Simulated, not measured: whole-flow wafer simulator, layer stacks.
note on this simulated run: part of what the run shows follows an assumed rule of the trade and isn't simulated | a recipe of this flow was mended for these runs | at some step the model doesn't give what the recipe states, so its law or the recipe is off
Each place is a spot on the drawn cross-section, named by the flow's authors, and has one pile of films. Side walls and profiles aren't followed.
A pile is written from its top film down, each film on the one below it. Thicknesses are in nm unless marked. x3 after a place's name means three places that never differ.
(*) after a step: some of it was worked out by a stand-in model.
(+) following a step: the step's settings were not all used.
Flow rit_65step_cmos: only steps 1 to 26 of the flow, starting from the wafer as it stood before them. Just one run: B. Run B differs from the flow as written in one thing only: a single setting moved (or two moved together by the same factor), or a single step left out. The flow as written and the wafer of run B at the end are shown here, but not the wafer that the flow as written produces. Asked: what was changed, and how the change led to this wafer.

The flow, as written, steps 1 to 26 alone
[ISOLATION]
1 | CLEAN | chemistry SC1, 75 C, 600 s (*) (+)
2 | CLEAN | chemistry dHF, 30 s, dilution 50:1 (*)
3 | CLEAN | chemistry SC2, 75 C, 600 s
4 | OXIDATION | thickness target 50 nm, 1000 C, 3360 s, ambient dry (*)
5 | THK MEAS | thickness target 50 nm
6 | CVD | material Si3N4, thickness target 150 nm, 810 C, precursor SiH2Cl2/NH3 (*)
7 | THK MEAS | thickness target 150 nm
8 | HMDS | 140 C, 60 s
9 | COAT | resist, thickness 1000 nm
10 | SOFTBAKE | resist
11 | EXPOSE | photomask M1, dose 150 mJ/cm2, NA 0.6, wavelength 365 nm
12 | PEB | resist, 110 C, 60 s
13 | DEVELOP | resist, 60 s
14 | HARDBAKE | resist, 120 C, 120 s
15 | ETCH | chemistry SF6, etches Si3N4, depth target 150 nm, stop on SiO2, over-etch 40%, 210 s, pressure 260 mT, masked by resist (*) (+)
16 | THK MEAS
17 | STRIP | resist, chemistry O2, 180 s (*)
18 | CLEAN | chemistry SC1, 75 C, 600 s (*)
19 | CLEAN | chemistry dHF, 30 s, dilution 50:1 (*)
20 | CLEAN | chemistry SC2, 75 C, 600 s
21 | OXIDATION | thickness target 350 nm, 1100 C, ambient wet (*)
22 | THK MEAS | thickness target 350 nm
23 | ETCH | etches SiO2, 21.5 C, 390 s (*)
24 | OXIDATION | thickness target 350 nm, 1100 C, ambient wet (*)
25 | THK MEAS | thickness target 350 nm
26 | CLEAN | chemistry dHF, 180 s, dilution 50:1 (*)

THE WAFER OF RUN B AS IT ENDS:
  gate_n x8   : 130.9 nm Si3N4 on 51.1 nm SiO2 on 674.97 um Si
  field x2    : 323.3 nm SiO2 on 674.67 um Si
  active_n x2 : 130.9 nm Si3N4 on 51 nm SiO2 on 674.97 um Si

What caused this: step 26, CLEAN: 288 s was run, though the flow has 180 s.

Step by step, how the change led to this:
  26 | CLEAN | chemistry dHF, 180 s, dilution 50:1 (*)
      active_n x2, gate_n x8: SiO2 loses 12 (all of it), Si3N4 loses 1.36 (it would be, as written: SiO2 loses 12 (all of it), Si3N4 loses 0.44)
      field x2, field_pw x2: SiO2 loses 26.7 (it would be, as written: SiO2 loses 16.7)
